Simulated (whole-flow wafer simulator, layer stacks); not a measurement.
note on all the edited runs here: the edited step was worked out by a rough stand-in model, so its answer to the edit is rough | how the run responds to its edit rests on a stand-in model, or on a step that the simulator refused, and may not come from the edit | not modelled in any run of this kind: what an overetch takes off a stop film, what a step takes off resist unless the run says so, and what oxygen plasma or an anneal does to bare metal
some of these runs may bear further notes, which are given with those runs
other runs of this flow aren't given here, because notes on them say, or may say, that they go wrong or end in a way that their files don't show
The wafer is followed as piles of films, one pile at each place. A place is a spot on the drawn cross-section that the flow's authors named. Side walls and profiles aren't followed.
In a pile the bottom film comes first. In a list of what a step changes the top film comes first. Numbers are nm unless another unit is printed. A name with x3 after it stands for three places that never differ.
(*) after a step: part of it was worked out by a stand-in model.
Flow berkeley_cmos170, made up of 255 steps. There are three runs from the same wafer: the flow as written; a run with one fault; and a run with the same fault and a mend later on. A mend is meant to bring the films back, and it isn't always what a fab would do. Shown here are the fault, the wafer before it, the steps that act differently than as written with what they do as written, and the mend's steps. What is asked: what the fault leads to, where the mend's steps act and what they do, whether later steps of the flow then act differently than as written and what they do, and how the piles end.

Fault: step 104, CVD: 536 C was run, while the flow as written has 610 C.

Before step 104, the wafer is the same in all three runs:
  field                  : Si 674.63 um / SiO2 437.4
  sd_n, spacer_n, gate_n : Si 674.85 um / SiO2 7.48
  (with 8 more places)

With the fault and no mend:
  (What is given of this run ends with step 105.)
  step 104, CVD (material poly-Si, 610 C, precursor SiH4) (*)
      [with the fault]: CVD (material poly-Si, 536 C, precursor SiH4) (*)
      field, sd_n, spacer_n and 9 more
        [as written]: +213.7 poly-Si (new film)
        [with the fault]: +36.2 poly-Si (new film)
  Every later step of the flow up to step 105 that is run acts as written at every place that is followed.
  The piles after step 105 differ from the flow's at field, sd_n, spacer_n and 9 more by more than 2% or 0.5 nm, whichever is larger.
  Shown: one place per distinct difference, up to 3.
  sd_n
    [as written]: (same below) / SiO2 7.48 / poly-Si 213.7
    [with the fault]: (same below) / SiO2 7.48 / poly-Si 36.2
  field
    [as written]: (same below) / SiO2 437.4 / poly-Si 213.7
    [with the fault]: (same below) / SiO2 437.4 / poly-Si 36.2

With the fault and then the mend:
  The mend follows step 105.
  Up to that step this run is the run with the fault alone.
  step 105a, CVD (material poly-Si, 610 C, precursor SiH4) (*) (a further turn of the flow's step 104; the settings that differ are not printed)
      field, sd_n, spacer_n and 9 more
        +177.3 poly-Si
  Every later step of the flow that is run acts as written, at every place that is followed, to within 2% or 0.5 nm, whichever is larger.
  At the end the piles are close to the flow's at the places that both follow, differing by at most 2% or 0.5 nm, whichever is larger.
